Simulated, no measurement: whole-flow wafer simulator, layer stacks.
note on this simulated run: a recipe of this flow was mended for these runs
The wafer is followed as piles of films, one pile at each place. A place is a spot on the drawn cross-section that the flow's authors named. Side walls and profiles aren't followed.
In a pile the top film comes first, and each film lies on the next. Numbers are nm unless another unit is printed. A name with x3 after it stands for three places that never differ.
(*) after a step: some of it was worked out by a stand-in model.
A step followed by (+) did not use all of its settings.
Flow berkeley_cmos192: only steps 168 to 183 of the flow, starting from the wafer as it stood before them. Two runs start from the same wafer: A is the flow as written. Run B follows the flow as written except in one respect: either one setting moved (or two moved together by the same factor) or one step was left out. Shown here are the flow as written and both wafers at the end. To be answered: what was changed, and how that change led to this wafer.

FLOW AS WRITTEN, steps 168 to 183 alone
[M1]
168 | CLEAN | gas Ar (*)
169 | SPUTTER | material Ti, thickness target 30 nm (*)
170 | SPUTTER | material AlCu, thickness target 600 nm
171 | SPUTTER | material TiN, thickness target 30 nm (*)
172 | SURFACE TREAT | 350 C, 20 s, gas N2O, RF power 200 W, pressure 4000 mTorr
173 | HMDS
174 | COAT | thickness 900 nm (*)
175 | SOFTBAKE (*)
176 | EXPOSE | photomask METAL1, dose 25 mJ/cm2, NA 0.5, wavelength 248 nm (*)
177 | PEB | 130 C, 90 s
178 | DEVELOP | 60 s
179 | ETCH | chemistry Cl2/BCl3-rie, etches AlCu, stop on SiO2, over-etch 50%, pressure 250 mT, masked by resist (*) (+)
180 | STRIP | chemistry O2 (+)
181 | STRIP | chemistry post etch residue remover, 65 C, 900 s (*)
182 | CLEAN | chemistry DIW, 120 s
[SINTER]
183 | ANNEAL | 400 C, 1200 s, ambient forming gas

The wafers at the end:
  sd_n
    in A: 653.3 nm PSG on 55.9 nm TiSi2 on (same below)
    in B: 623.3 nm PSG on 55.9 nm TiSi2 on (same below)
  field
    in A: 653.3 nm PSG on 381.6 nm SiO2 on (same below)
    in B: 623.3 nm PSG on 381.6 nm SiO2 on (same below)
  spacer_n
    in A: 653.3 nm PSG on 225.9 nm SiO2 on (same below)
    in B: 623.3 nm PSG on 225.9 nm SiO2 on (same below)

The reason: step 170, SPUTTER: thickness target 360 nm was run, whereas the flow has thickness target 600 nm.

How this came from the change, step by step:
  170 | SPUTTER | material AlCu, thickness target 600 nm
      field, sd_n, spacer_n, gate, spacer_p, gate_p, m1: A AlCu gains 600 (new film) | B AlCu gains 360 (new film)
      sd_p: A AlCu gains 557.4 (new film) | B AlCu gains 327.6 (new film)
      (as well as at 1 more place)
  171 | SPUTTER | material TiN, thickness target 30 nm (*)
      contact: A TiN gains 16 (new film) | B TiN gains 18.2 (new film)
  174 | COAT | thickness 900 nm (*)
      contact: A KrF-resist gains 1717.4 (new film) | B KrF-resist gains 1639.1 (new film)
  179 | ETCH | chemistry Cl2/BCl3-rie, etches AlCu, stop on SiO2, over-etch 50%, pressure 250 mT, masked by resist (*) (+)
      field, sd_n, spacer_n, gate, spacer_p, gate_p: A TiN loses 30 (all of it), AlCu loses 600 (all of it), Ti loses 30 (all of it), PSG loses 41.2 | B TiN loses 30 (all of it), AlCu loses 360 (all of it), Ti loses 30 (all of it), PSG loses 71.2
      sd_p: A TiN loses 26.2 (all of it), AlCu loses 557.4 (all of it), Ti loses 26.8 (all of it), PSG loses 47.4 | B TiN loses 26.4 (all of it), AlCu loses 327.6 (all of it), Ti loses 26.8 (all of it), PSG loses 76.1
  180 | STRIP | chemistry O2 (+)
      contact: A KrF-resist loses 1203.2 (all of it) | B KrF-resist loses 1125.1 (all of it)
